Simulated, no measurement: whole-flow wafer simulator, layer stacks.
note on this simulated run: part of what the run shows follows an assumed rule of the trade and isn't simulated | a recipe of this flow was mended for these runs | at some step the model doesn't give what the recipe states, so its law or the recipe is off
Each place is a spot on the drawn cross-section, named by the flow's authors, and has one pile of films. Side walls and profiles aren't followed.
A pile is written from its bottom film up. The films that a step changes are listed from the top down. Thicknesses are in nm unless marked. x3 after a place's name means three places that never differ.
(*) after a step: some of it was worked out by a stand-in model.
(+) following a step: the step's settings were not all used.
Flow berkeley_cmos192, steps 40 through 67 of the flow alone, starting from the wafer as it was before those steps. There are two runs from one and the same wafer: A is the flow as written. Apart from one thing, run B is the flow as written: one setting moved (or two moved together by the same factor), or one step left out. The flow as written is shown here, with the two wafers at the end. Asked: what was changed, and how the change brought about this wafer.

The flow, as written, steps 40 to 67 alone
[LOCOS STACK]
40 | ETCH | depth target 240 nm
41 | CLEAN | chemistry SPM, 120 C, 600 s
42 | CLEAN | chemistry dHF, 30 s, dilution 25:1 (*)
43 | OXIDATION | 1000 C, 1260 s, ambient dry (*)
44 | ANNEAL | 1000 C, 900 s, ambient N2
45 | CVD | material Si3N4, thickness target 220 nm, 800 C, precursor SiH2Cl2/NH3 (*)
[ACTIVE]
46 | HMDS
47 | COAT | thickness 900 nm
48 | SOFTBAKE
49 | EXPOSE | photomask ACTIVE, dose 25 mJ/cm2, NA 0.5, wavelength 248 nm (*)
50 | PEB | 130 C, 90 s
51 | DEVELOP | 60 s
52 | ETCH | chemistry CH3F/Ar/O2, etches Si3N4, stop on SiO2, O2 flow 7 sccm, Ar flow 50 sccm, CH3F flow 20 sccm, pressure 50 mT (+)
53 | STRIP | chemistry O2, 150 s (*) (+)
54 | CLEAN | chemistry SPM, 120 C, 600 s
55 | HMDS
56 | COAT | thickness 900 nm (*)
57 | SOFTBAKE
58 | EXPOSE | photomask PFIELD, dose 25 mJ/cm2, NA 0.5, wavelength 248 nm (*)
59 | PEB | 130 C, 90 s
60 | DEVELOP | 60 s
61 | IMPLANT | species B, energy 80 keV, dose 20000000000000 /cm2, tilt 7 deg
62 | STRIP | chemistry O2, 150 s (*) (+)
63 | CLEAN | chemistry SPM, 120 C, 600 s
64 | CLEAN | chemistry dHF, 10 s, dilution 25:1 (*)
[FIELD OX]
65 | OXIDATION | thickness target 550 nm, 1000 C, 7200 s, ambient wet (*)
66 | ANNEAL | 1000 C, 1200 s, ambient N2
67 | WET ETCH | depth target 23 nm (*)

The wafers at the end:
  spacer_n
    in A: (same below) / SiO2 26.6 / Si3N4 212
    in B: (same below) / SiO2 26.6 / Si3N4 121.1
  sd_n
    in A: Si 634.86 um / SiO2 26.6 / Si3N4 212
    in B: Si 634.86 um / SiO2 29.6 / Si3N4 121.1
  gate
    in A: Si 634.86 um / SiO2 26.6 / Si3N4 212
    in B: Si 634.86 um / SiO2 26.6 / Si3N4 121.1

What caused this: step 45, CVD: 765 C was run, though the flow has 800 C.

Step by step, how the change led to this:
  45 | CVD | material Si3N4, thickness target 220 nm, 800 C, precursor SiH2Cl2/NH3 (*)
      field, sd_n, spacer_n and 6 more: A +220 Si3N4 (new film) | B +129 Si3N4 (new film)
  52 | ETCH | chemistry CH3F/Ar/O2, etches Si3N4, stop on SiO2, O2 flow 7 sccm, Ar flow 50 sccm, CH3F flow 20 sccm, pressure 50 mT (+)
      sd_n, spacer_n, gate, sd_p, spacer_p, gate_p, contact, m1: A -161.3 KrF-resist | B -100.7 KrF-resist
      field: A -220 Si3N4 (all of it), -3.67 SiO2 | B -129 Si3N4 (all of it), -3.67 SiO2
  53 | STRIP | chemistry O2, 150 s (*) (+)
      sd_n, spacer_n, gate, sd_p, spacer_p, gate_p, contact, m1: A -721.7 KrF-resist (all of it) | B -782.4 KrF-resist (all of it)
  56 | COAT | thickness 900 nm (*)
      field: A +961.2 KrF-resist (new film) | B +936.1 KrF-resist (new film)
      sd_n: A +785.2 KrF-resist (new film) | B +831.6 KrF-resist (new film)
      (as well as at 7 more places)
  60 | DEVELOP | 60 s
      field: A -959 KrF-resist (all of it) | B -934 KrF-resist (all of it)
  62 | STRIP | chemistry O2, 150 s (*) (+)
      sd_n: A -768.5 KrF-resist (all of it) | B -814.8 KrF-resist (all of it)
      spacer_n: A -801.2 KrF-resist (all of it) | B -833.5 KrF-resist (all of it)
      (as well as at 6 more places)
  65 | OXIDATION | thickness target 550 nm, 1000 C, 7200 s, ambient wet (*)
      gate: A +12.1 SiO2 (new film), -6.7 Si3N4, +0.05 SiO2, -0.05 Si | B +12.1 SiO2 (new film), -6.7 Si3N4
      sd_n, sd_p: A +12.1 SiO2 (new film), -6.7 Si3N4, +0.06 SiO2, -0.06 Si | B +12.1 SiO2 (new film), -6.7 Si3N4, +3.01 SiO2, -1.3 Si
